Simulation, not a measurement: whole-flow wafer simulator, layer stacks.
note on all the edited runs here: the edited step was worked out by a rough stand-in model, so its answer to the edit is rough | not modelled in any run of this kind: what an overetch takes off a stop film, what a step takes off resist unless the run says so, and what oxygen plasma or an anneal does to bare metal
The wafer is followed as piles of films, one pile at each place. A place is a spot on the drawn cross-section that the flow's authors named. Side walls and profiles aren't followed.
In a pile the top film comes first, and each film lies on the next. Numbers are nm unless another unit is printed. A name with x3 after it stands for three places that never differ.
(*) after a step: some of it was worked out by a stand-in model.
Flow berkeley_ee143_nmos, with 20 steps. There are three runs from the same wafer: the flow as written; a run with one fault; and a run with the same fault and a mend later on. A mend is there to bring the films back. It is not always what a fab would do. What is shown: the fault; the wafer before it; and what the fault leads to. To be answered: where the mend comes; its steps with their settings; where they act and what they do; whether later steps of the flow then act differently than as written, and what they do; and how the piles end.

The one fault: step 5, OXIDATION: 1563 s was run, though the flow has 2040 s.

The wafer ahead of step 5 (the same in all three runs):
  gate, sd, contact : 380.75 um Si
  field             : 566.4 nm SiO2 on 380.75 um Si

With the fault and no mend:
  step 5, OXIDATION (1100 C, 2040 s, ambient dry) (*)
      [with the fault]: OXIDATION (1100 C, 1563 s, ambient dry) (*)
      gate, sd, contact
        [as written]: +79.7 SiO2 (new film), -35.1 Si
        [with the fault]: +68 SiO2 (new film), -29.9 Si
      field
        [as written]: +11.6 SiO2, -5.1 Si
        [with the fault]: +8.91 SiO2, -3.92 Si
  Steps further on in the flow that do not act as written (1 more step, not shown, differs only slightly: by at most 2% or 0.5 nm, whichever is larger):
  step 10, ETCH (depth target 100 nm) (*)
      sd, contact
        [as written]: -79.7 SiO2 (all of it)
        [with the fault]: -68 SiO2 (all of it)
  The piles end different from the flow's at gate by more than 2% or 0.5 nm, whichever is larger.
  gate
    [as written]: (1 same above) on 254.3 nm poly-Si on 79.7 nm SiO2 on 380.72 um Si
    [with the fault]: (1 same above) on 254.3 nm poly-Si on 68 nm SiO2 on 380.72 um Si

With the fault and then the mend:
  The mend stands after step 5.
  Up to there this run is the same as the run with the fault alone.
  step 5a, OXIDATION (1100 C, 477 s, ambient dry) (*) (a further turn of the flow's step 5, with different settings)
      gate, sd, contact
        +11.8 SiO2, -5.19 Si
      field
        +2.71 SiO2, -1.19 Si
  Later steps of the flow that are run all act as written at every place that is followed, up to a difference of at most 2% or 0.5 nm, whichever is larger.
  At the end the piles are close to the flow's at the places that both follow, differing by at most 2% or 0.5 nm, whichever is larger.
